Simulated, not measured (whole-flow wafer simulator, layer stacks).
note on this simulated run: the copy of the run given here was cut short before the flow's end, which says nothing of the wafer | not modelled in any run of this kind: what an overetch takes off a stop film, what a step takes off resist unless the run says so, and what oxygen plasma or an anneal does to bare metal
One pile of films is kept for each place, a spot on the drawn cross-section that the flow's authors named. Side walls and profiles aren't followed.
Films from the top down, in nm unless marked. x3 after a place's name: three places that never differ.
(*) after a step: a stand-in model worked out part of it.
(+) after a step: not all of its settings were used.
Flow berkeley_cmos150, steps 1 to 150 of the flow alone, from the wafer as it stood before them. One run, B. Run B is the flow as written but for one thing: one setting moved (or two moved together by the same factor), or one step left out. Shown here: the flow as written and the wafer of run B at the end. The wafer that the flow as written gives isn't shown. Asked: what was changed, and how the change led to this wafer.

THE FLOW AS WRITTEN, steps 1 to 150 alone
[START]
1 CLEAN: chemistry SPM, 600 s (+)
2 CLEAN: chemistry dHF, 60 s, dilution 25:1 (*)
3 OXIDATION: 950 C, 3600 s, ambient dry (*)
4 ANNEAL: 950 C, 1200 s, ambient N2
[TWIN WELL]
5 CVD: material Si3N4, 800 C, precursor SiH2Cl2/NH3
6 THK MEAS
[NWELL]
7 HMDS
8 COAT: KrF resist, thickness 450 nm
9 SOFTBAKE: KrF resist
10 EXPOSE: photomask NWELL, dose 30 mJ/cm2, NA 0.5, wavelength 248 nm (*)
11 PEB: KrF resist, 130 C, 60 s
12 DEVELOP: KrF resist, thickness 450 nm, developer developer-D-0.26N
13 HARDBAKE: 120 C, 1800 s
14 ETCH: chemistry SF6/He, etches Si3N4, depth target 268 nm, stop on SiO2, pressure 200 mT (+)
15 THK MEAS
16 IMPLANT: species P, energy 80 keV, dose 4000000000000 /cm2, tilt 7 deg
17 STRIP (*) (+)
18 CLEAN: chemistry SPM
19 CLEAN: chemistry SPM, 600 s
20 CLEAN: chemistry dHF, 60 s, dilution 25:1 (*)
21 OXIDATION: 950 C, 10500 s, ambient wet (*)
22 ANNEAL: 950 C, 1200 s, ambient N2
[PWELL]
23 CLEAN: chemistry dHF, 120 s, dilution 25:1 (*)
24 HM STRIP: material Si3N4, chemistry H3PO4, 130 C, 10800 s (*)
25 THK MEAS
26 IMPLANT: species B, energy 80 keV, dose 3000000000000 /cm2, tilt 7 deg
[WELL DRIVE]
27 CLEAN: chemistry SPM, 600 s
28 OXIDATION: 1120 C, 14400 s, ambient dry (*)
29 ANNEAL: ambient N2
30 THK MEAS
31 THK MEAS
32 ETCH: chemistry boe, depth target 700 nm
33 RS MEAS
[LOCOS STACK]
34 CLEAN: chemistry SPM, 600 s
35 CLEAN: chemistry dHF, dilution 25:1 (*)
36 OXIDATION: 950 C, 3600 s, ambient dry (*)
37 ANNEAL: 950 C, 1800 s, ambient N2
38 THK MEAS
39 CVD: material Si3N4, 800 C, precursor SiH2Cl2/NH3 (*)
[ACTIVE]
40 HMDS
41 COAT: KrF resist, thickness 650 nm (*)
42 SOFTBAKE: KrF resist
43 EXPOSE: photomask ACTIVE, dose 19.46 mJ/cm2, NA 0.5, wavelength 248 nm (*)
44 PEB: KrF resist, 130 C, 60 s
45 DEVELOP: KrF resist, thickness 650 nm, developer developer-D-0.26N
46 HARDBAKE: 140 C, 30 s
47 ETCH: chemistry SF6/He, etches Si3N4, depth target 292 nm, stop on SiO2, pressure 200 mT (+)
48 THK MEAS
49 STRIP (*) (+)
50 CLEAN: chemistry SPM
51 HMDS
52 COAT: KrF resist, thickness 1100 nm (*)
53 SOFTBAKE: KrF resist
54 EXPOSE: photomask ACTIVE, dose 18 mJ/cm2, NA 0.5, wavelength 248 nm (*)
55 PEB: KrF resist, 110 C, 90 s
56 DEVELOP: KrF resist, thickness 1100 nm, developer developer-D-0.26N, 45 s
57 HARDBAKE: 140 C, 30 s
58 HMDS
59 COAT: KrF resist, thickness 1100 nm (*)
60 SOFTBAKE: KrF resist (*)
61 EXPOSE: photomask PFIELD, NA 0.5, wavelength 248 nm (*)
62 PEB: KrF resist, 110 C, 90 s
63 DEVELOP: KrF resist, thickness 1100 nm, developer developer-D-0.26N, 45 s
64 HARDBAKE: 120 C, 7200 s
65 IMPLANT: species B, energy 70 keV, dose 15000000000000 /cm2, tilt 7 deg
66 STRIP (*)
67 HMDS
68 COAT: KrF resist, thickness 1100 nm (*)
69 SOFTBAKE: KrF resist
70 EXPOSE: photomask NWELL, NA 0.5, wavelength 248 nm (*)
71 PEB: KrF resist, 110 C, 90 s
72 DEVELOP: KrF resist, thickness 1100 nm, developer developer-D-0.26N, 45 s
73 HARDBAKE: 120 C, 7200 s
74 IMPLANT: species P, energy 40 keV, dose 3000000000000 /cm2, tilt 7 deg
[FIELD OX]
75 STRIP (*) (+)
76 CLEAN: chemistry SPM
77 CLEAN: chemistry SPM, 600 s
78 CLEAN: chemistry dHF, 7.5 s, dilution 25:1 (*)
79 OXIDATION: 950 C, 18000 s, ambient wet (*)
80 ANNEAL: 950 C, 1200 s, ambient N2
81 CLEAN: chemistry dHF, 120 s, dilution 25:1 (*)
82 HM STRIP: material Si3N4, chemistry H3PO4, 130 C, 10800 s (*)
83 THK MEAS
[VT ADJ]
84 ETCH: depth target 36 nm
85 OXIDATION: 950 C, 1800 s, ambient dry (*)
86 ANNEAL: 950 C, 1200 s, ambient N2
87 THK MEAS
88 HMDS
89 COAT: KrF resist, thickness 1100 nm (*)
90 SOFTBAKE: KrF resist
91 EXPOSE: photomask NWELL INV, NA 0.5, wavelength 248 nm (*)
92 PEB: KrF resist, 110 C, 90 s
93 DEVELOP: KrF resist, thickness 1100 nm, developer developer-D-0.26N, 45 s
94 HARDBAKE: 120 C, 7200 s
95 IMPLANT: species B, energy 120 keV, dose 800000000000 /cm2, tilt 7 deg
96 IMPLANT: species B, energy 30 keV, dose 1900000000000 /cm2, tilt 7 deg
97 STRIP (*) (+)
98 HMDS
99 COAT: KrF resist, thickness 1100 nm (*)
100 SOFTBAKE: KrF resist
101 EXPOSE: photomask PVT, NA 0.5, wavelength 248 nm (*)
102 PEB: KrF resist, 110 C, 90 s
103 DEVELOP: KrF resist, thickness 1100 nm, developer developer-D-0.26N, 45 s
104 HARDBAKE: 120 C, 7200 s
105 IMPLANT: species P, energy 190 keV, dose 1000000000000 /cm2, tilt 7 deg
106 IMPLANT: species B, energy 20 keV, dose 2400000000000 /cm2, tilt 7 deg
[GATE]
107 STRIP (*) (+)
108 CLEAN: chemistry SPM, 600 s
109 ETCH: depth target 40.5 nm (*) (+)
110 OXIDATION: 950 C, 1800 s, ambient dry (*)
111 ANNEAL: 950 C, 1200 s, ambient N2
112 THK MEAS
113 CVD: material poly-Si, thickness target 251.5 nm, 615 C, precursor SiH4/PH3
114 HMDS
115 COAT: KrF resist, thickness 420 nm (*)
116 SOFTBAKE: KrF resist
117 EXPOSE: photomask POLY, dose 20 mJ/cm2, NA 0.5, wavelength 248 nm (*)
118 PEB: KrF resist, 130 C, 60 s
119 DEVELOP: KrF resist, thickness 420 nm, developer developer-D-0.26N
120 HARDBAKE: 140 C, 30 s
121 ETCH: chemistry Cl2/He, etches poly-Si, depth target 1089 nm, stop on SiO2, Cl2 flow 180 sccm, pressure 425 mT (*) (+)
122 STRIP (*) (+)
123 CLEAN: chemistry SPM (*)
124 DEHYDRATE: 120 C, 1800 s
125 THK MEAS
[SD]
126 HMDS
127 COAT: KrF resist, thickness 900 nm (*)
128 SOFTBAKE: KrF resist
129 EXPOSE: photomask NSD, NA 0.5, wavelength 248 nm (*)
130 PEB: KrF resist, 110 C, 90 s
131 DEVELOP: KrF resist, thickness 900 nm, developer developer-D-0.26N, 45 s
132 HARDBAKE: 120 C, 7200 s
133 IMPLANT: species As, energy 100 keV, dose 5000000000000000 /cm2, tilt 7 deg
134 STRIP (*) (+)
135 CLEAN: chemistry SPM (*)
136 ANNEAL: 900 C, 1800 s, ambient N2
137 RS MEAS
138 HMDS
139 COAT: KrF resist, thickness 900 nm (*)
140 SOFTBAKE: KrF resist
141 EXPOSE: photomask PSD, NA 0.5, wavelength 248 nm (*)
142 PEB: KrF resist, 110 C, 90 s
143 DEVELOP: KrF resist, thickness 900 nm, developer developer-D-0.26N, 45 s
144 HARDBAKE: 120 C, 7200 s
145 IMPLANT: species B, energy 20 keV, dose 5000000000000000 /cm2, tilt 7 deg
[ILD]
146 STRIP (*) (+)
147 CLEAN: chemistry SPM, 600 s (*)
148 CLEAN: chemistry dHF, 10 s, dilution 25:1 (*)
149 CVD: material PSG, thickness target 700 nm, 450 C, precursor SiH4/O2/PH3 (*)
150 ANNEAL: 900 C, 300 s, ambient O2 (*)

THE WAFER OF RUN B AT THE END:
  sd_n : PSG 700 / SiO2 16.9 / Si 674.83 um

The cause: step 37, ANNEAL: 1140 C was run, where the flow has 950 C.

How the change led to this, step by step:
  85 OXIDATION: 950 C, 1800 s, ambient dry (*)
      sd_n: SiO2 +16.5, Si -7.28 (as written it would be: SiO2 +12.2, Si -5.35)
  109 ETCH: depth target 40.5 nm (*) (+)
      sd_n: SiO2 -40.5 (as written it would be: SiO2 -40.4 (all of it))
  110 OXIDATION: 950 C, 1800 s, ambient dry (*)
      sd_n: SiO2 +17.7, Si -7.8 (as written it would be: SiO2 +20.4 (new film), Si -8.98)
